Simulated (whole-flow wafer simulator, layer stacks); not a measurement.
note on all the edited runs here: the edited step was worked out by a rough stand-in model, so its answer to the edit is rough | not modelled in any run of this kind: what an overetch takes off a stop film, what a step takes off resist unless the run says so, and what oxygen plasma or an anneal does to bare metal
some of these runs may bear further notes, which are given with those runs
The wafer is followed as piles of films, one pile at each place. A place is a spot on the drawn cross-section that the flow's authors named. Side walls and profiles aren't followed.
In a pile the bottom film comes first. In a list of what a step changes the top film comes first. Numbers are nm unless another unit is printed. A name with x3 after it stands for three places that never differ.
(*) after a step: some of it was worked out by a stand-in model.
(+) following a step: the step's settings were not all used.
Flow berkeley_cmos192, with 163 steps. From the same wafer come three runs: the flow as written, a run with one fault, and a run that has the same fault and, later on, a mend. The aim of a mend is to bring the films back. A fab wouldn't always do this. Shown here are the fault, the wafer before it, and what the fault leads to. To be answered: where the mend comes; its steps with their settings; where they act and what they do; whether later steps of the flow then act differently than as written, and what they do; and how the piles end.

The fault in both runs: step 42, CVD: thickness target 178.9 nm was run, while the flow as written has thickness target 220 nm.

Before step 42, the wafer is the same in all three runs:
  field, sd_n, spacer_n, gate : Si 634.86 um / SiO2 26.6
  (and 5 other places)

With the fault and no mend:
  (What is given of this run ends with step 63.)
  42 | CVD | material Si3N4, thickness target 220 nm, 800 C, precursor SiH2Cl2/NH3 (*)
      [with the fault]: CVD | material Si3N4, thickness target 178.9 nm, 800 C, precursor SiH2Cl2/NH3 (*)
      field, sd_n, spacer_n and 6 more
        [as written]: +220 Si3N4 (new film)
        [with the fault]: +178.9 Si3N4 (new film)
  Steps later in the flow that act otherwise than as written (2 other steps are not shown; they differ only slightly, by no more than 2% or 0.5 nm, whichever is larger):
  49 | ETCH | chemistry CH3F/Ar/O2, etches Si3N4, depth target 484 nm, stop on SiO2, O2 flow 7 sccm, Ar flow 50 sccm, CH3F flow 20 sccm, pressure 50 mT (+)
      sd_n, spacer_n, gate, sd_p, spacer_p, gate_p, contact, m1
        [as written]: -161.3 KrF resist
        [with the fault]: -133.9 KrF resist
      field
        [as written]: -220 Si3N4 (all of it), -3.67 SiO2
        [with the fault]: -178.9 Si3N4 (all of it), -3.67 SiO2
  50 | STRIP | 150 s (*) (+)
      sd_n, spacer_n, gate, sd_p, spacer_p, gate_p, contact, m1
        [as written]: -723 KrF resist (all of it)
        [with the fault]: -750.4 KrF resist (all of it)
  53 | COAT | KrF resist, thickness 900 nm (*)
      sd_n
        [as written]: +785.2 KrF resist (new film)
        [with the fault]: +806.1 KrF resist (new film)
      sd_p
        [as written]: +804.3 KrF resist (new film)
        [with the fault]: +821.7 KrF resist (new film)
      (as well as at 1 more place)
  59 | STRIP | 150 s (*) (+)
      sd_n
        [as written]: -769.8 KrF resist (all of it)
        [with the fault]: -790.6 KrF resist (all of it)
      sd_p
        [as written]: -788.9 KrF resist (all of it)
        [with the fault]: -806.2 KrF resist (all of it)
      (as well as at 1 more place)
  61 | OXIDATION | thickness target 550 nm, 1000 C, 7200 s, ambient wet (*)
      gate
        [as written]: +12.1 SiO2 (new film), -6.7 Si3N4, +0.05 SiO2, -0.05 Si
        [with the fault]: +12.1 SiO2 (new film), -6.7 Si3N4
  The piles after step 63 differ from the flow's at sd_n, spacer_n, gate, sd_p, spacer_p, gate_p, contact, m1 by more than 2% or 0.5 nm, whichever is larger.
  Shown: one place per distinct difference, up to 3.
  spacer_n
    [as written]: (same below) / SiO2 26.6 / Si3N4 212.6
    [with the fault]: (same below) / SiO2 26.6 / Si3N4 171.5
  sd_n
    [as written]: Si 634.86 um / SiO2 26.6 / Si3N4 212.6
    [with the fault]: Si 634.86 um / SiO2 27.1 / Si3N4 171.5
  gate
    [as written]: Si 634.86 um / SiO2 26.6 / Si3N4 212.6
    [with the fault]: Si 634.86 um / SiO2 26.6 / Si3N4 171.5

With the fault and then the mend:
  After step 42 comes the mend.
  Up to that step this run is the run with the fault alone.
  42a | ETCH | chemistry h3po4, depth target 205.7 nm
      field, sd_n, spacer_n and 6 more
        -178.9 Si3N4 (all of it)
  42b | CLEAN | chemistry SPM (the flow's step 34 again)
      does not change any film at any place that is followed
  42c | CVD | material Si3N4, thickness target 220 nm, 800 C, precursor SiH2Cl2/NH3 (*) (the flow's step 42 again)
      field, sd_n, spacer_n and 6 more
        +220 Si3N4 (new film)
  Later steps of the flow that are run all act as written at every place that is followed.
  At every place that both follow, the piles at the end match the flow's.
